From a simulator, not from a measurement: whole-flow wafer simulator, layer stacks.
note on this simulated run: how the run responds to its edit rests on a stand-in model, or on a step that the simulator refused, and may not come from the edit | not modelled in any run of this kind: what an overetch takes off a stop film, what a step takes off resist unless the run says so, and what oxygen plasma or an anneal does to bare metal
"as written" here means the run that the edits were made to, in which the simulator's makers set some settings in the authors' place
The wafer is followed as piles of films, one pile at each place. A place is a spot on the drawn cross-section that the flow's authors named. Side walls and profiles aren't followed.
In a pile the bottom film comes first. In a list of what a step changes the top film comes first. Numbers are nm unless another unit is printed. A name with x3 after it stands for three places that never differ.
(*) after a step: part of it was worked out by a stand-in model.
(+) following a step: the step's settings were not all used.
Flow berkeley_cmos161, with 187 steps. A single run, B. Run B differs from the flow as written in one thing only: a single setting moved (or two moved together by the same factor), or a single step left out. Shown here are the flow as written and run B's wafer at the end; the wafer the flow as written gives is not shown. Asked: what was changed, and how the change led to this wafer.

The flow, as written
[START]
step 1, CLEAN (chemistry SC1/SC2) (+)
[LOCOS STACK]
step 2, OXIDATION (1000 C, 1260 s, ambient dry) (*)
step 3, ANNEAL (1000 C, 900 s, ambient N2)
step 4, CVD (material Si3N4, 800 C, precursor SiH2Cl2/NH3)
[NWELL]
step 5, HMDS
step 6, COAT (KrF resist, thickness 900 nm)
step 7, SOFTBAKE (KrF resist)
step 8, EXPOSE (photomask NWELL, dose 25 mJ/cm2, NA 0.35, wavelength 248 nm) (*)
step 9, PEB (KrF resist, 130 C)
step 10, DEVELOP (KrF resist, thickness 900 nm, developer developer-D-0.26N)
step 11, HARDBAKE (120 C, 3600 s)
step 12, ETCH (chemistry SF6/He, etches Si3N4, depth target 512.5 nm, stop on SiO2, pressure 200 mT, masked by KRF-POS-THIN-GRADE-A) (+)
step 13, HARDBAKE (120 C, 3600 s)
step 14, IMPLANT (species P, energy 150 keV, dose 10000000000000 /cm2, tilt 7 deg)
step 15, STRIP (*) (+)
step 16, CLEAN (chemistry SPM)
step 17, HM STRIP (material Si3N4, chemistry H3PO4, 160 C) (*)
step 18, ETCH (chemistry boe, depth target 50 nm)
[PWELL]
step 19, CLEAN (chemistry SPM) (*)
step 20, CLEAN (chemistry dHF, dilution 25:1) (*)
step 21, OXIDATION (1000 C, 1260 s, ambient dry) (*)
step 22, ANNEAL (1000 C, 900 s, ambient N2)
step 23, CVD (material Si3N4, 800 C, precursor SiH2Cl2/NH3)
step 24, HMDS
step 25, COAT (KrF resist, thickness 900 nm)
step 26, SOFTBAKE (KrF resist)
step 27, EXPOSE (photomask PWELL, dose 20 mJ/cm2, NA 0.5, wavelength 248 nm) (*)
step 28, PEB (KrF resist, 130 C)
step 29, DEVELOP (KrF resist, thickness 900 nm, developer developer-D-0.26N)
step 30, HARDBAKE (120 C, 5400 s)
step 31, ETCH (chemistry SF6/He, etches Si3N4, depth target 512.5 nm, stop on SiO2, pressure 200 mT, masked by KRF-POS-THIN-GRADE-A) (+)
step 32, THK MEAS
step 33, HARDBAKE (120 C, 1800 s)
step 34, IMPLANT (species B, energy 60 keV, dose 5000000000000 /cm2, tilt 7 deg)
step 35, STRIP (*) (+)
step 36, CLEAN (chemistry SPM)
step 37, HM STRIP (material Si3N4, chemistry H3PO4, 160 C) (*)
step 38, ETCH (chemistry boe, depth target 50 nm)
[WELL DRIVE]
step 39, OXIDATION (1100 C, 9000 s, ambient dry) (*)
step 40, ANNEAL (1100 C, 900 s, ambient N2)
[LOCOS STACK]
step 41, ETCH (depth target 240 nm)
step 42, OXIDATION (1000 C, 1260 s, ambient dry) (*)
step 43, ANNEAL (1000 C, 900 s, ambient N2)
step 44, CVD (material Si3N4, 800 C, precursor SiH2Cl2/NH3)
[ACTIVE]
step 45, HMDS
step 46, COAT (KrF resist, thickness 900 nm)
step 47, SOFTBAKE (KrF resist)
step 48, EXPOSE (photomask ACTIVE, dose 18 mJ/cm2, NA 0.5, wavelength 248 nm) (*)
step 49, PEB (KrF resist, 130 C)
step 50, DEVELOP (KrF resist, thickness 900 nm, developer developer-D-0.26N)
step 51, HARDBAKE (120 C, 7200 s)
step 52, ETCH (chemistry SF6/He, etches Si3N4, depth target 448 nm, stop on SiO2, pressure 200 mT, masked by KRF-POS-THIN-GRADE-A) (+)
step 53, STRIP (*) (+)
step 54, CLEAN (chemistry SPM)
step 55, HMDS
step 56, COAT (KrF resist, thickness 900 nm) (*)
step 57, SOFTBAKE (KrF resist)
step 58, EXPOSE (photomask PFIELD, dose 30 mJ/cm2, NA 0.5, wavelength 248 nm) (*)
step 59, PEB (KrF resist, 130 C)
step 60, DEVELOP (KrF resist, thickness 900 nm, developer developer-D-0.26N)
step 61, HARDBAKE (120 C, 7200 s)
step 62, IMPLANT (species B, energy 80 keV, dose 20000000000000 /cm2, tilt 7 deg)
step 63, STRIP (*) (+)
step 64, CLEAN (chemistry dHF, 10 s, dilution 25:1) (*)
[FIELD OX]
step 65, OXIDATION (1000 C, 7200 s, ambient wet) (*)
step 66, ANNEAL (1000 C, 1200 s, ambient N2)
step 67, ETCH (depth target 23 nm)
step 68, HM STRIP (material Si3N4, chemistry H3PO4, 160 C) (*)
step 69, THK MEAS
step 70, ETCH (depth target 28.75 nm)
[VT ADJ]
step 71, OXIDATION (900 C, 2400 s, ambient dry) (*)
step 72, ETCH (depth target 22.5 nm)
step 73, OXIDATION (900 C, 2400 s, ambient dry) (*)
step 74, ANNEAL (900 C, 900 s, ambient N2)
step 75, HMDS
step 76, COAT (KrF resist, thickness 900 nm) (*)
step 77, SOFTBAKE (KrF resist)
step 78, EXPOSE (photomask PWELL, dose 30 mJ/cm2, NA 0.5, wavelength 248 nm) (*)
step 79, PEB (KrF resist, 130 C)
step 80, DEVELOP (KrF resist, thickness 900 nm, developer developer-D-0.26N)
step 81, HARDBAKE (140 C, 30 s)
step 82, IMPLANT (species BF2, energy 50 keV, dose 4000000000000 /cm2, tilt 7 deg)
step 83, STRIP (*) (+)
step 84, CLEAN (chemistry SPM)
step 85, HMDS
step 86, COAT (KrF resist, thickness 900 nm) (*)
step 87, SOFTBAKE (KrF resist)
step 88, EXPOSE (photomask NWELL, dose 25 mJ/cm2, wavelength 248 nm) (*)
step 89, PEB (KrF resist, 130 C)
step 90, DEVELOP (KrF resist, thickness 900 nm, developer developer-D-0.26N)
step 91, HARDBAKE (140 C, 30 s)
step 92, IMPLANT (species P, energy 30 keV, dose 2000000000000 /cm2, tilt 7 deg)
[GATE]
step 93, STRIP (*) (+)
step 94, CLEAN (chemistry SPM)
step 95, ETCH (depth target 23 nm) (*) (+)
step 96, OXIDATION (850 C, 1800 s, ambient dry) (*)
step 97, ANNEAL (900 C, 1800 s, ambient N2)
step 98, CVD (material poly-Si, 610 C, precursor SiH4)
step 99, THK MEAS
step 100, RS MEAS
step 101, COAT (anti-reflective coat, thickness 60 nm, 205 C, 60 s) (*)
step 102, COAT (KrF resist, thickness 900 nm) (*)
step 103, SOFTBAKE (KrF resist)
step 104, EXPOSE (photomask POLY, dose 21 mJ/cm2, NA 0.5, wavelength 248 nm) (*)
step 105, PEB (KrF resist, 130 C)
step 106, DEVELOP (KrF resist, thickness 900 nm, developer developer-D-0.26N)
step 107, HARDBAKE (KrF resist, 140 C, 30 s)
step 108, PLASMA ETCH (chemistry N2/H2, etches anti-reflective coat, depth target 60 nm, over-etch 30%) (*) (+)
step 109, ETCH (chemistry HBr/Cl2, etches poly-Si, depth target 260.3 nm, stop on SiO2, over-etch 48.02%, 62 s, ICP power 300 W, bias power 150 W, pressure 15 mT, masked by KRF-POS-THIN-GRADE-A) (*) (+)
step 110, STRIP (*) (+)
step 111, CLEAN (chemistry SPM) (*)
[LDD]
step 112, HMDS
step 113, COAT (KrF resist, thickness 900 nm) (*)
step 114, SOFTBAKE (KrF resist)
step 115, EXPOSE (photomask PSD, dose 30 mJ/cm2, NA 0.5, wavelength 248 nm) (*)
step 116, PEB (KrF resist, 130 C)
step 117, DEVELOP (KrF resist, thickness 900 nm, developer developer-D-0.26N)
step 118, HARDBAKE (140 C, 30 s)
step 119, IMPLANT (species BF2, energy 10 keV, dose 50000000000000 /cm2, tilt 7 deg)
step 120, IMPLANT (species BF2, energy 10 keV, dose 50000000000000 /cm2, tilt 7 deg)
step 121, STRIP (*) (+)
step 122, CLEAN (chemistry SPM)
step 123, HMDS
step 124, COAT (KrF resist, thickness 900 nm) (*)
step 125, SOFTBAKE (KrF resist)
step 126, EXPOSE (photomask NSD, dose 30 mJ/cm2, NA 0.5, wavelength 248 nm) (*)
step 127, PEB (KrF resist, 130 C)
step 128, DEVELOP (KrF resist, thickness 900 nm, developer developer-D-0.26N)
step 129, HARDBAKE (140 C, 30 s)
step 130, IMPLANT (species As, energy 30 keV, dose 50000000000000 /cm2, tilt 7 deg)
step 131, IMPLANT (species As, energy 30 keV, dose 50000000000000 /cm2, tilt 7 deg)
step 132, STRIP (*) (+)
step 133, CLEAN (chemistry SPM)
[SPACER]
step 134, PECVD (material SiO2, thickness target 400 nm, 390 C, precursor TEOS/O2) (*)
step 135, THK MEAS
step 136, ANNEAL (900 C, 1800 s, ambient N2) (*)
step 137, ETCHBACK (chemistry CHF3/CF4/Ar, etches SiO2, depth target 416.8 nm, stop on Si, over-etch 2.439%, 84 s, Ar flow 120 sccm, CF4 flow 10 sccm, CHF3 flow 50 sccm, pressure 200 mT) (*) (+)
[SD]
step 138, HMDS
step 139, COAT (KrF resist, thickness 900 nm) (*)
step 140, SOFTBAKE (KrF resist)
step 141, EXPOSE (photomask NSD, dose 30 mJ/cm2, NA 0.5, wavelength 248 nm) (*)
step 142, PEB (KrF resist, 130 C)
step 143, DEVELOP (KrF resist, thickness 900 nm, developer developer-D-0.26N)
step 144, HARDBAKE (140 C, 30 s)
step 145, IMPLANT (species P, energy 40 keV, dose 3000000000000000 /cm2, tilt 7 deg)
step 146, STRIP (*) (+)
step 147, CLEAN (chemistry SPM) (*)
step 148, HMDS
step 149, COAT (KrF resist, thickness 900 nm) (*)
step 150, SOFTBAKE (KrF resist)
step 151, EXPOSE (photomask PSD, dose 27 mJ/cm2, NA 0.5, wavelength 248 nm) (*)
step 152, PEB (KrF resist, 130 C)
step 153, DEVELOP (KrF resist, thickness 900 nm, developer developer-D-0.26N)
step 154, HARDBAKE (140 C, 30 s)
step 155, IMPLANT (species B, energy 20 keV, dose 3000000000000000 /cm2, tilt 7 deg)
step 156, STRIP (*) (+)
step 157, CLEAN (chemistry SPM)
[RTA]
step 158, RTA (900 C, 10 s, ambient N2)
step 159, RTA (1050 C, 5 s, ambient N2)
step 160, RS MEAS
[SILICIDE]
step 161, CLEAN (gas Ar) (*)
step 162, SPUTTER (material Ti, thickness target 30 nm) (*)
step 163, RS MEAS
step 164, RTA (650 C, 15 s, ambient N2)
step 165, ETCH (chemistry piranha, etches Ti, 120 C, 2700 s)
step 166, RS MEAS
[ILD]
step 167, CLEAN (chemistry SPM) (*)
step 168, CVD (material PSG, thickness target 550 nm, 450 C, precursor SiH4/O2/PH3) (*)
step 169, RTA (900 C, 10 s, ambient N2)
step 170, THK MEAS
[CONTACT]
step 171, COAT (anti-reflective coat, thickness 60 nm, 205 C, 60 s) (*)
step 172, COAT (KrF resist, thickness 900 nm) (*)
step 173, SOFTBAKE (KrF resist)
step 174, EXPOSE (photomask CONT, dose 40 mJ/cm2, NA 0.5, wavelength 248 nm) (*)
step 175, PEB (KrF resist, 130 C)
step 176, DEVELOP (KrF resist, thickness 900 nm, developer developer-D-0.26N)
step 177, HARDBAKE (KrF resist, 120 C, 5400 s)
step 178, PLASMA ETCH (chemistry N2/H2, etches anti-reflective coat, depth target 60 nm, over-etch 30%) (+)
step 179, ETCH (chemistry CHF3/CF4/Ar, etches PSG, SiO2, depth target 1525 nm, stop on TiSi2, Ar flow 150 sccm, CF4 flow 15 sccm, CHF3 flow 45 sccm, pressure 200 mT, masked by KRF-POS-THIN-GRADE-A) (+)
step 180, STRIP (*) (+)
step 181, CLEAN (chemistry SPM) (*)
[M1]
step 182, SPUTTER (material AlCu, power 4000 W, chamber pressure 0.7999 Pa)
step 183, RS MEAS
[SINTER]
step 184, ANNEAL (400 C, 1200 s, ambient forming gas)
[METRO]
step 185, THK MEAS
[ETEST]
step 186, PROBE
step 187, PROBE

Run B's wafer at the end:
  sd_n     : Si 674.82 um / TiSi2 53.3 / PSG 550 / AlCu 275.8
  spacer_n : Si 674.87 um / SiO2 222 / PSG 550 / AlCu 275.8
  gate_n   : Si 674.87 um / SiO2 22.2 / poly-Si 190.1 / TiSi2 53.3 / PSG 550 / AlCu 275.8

The reason: step 41, ETCH: depth target 133 nm was run, while the flow as written has depth target 240 nm.

The path from the change to this, step by step:
  step 41, ETCH (depth target 240 nm)
      field, sd_n, spacer_n and 6 more: -133 SiO2 (in the flow as written it would be: -197.6 SiO2 (all of it))
  step 42, OXIDATION (1000 C, 1260 s, ambient dry) (*)
      field, sd_n, spacer_n and 6 more: +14 SiO2, -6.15 Si (in the flow as written it would be: +26.6 SiO2 (new film), -11.7 Si)
  step 65, OXIDATION (1000 C, 7200 s, ambient wet) (*)
      spacer_n, spacer_p: +12.1 SiO2 (new film), -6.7 Si3N4, +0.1 SiO2 (in the flow as written it would be: +12.1 SiO2 (new film), -6.7 Si3N4)
      contact: +12.1 SiO2 (new film), -6.7 Si3N4, +0.19 SiO2, -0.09 Si (in the flow as written it would be: +12.1 SiO2 (new film), -6.7 Si3N4)
      (also at 3 further places)
  step 70, ETCH (depth target 28.75 nm)
      spacer_n, gate_n, spacer_p, gate_p, contact, m1: -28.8 SiO2 (in the flow as written it would be: -24.8 SiO2 (all of it))
      sd_n, sd_p: -28.8 SiO2 (in the flow as written it would be: -25 SiO2 (all of it))
  step 71, OXIDATION (900 C, 2400 s, ambient dry) (*)
      spacer_n, gate_n, spacer_p, gate_p, m1: +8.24 SiO2, -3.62 Si (in the flow as written it would be: +14.9 SiO2 (new film), -6.57 Si)
      sd_n: +7.66 SiO2, -3.37 Si (in the flow as written it would be: +14.9 SiO2 (new film), -6.57 Si)
      (also at 2 further places)
  step 72, ETCH (depth target 22.5 nm)
      sd_n, spacer_n, gate_n, sd_p, spacer_p, gate_p, contact, m1: -22.5 SiO2 (in the flow as written it would be: -14.9 SiO2 (all of it))
  step 73, OXIDATION (900 C, 2400 s, ambient dry) (*)
      spacer_n, gate_n, spacer_p, gate_p, contact, m1: +7.62 SiO2, -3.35 Si (in the flow as written it would be: +14.9 SiO2 (new film), -6.57 Si)
      sd_n: +7.16 SiO2, -3.15 Si (in the flow as written it would be: +14.9 SiO2 (new film), -6.57 Si)
      (also at 1 further place)
  step 95, ETCH (depth target 23 nm) (*) (+)
      sd_n, spacer_n, gate_n, sd_p, spacer_p, gate_p, contact, m1: -23 SiO2 (in the flow as written it would be: -14.9 SiO2 (all of it))
  step 96, OXIDATION (850 C, 1800 s, ambient dry) (*)
      spacer_n, gate_n, spacer_p, gate_p, m1: +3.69 SiO2, -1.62 Si (in the flow as written it would be: +7.48 SiO2 (new film), -3.29 Si)
      sd_n, sd_p: +3.32 SiO2, -1.46 Si (in the flow as written it would be: +7.48 SiO2 (new film), -3.29 Si)
      (also at 1 further place)
  step 101, COAT (anti-reflective coat, thickness 60 nm, 205 C, 60 s) (*)
      spacer_n: +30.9 anti-reflective coat (new film) (in the flow as written it would be: +28.7 anti-reflective coat (new film))
      gate_n: +25.8 anti-reflective coat (new film) (in the flow as written it would be: +23.7 anti-reflective coat (new film))
      (also at 4 further places)
  step 108, PLASMA ETCH (chemistry N2/H2, etches anti-reflective coat, depth target 60 nm, over-etch 30%) (*) (+)
      spacer_n: -30.9 anti-reflective coat (all of it), -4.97 poly-Si (in the flow as written it would be: -28.7 anti-reflective coat (all of it), -5.05 poly-Si)
      spacer_p: -33.9 anti-reflective coat (all of it), -4.89 poly-Si (in the flow as written it would be: -30.4 anti-reflective coat (all of it), -5 poly-Si)
      (also at 2 further places)
  step 110, STRIP (*) (+)
      gate_n: +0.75 chemical SiO2 (new film), -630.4 KrF resist (all of it), -25.8 anti-reflective coat (all of it), -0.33 poly-Si (in the flow as written it would be: +0.75 chemical SiO2 (new film), -626.8 KrF resist (all of it), -23.7 anti-reflective coat (all of it), -0.33 poly-Si)
      gate_p: +0.75 chemical SiO2 (new film), -600.4 KrF resist (all of it), -31.4 anti-reflective coat (all of it), -0.33 poly-Si (in the flow as written it would be: +0.75 chemical SiO2 (new film), -598.2 KrF resist (all of it), -27.9 anti-reflective coat (all of it), -0.33 poly-Si)
  step 137, ETCHBACK (chemistry CHF3/CF4/Ar, etches SiO2, depth target 416.8 nm, stop on Si, over-etch 2.439%, 84 s, Ar flow 120 sccm, CF4 flow 10 sccm, CHF3 flow 50 sccm, pressure 200 mT) (*) (+)
      sd_n: -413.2 SiO2 (all of it) (in the flow as written it would be: -387.9 SiO2 (all of it))
      sd_p: -398.6 SiO2 (all of it) (in the flow as written it would be: -373.4 SiO2 (all of it))
      (also at 2 further places)
  step 171, COAT (anti-reflective coat, thickness 60 nm, 205 C, 60 s) (*)
      sd_n: +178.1 anti-reflective coat (new film) (in the flow as written it would be: +149.7 anti-reflective coat (new film))
      sd_p: +95.6 anti-reflective coat (new film) (in the flow as written it would be: +91.6 anti-reflective coat (new film))
      (also at 1 further place)
  step 180, STRIP (*) (+)
      sd_n: -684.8 KrF resist (all of it), -178.1 anti-reflective coat (all of it) (in the flow as written it would be: -692.5 KrF resist (all of it), -149.7 anti-reflective coat (all of it))
      sd_p: -793.5 KrF resist (all of it), -95.6 anti-reflective coat (all of it) (in the flow as written it would be: -777.2 KrF resist (all of it), -91.6 anti-reflective coat (all of it))
      (also at 1 further place)
  step 182, SPUTTER (material AlCu, power 4000 W, chamber pressure 0.7999 Pa)
      sd_p: +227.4 AlCu (new film) (in the flow as written it would be: +234.7 AlCu (new film))
